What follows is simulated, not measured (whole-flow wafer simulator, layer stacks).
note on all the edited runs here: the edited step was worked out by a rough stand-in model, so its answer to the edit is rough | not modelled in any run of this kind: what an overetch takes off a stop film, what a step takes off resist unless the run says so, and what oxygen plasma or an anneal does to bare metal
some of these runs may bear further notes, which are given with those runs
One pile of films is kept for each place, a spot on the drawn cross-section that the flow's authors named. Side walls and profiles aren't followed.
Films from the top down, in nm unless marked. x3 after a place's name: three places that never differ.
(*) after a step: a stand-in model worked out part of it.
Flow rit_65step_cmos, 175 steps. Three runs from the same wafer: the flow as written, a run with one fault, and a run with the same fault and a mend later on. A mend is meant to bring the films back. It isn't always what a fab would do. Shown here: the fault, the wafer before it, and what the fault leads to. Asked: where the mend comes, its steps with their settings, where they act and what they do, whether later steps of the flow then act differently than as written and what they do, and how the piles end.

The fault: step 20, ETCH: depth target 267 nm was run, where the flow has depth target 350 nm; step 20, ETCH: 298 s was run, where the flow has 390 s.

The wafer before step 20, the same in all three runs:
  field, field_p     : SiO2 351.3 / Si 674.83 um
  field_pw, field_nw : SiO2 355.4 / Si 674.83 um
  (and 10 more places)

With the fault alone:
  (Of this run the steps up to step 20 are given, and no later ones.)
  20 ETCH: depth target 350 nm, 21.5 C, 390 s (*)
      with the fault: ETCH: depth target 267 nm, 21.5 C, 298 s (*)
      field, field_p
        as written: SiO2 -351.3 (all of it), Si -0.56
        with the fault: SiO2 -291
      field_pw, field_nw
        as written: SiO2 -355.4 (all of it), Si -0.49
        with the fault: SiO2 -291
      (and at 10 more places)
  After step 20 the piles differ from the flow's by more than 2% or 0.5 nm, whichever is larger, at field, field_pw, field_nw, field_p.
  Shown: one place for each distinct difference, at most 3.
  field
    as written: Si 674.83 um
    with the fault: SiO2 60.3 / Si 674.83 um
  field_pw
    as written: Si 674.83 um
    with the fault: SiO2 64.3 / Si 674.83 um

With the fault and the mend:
  The mend comes after step 20.
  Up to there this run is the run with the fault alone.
  20a ETCH: depth target 83 nm, 21.5 C, 92 s (the flow's step 20 once more, with other settings)
      field, field_p
        SiO2 -60.3 (all of it)
      field_pw, field_nw
        SiO2 -64.3 (all of it)
  No later step of the flow acts differently than as written, at any place that is followed, by more than 2% or 0.5 nm, whichever is larger.
  At the end the piles differ from the flow's only slightly at the places that both follow, by at most 2% or 0.5 nm, whichever is larger.
